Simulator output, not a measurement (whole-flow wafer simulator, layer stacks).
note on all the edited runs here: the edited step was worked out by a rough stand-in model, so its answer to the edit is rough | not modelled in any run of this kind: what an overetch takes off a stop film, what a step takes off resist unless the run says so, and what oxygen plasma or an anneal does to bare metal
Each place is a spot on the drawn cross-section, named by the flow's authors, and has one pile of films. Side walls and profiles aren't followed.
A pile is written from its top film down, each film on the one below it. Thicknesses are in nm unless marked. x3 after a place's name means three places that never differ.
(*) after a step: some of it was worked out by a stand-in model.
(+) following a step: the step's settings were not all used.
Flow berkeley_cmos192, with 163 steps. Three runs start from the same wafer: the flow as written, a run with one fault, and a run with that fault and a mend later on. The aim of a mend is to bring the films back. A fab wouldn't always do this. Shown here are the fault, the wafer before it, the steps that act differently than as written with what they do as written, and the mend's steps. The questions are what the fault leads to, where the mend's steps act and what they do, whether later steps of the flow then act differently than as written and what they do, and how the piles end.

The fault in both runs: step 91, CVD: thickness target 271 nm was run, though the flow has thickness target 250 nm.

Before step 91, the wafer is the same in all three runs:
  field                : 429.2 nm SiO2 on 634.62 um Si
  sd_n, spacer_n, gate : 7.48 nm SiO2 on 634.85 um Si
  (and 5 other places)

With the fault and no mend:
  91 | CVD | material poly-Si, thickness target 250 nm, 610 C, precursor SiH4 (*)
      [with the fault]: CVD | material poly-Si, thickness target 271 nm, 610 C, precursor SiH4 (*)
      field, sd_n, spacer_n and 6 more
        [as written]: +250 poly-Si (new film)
        [with the fault]: +271 poly-Si (new film)
  Steps further on in the flow that do not act as written (25 other steps are not shown; they differ only slightly, by no more than 2% or 0.5 nm, whichever is larger):
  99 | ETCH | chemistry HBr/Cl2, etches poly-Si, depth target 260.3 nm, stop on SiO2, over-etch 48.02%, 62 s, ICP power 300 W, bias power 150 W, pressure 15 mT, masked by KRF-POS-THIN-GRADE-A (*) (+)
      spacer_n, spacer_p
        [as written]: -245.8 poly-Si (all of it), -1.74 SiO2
        [with the fault]: -266.7 poly-Si (all of it), -0.59 SiO2
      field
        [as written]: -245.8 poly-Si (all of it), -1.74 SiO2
        [with the fault]: -266.8 poly-Si (all of it), -0.59 SiO2
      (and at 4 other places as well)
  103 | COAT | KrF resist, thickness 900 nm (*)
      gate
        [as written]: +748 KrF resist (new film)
        [with the fault]: +730.8 KrF resist (new film)
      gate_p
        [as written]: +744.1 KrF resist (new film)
        [with the fault]: +726.9 KrF resist (new film)
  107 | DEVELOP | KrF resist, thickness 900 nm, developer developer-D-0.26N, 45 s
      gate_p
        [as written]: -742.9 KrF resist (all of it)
        [with the fault]: -725.8 KrF resist (all of it)
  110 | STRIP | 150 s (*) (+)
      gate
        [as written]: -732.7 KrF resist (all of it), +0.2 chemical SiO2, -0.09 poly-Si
        [with the fault]: -715.5 KrF resist (all of it), +0.2 chemical SiO2, -0.09 poly-Si
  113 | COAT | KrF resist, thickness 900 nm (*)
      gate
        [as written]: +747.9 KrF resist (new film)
        [with the fault]: +730.7 KrF resist (new film)
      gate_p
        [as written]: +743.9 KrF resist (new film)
        [with the fault]: +726.8 KrF resist (new film)
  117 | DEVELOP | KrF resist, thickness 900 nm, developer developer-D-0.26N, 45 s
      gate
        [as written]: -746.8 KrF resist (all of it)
        [with the fault]: -729.6 KrF resist (all of it)
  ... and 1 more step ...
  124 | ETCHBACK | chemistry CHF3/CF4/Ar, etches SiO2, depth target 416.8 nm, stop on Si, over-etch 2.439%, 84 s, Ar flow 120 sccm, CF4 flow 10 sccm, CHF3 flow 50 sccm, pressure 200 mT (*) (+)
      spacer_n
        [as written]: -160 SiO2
        [with the fault]: -140.1 SiO2
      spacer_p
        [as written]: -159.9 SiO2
        [with the fault]: -140.1 SiO2
  By the end, the piles at spacer_n, gate, spacer_p, gate_p depart from the flow's by more than 2% or 0.5 nm, whichever is larger.
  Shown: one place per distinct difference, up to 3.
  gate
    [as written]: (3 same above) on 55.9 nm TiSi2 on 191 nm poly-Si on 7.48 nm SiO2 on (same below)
    [with the fault]: (3 same above) on 55.9 nm TiSi2 on 212 nm poly-Si on 7.48 nm SiO2 on (same below)
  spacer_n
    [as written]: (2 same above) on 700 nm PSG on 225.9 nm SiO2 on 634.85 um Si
    [with the fault]: (2 same above) on 700 nm PSG on 246.9 nm SiO2 on 634.85 um Si
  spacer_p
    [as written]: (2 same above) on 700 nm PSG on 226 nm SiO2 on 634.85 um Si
    [with the fault]: (2 same above) on 700 nm PSG on 247 nm SiO2 on 634.85 um Si

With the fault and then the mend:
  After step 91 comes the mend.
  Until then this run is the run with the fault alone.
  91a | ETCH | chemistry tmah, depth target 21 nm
      field, sd_n, spacer_n and 6 more
        -21 poly-Si
  Later steps of the flow that are run all act as written at every place that is followed.
  The piles end the same as the flow's at every place that both follow.
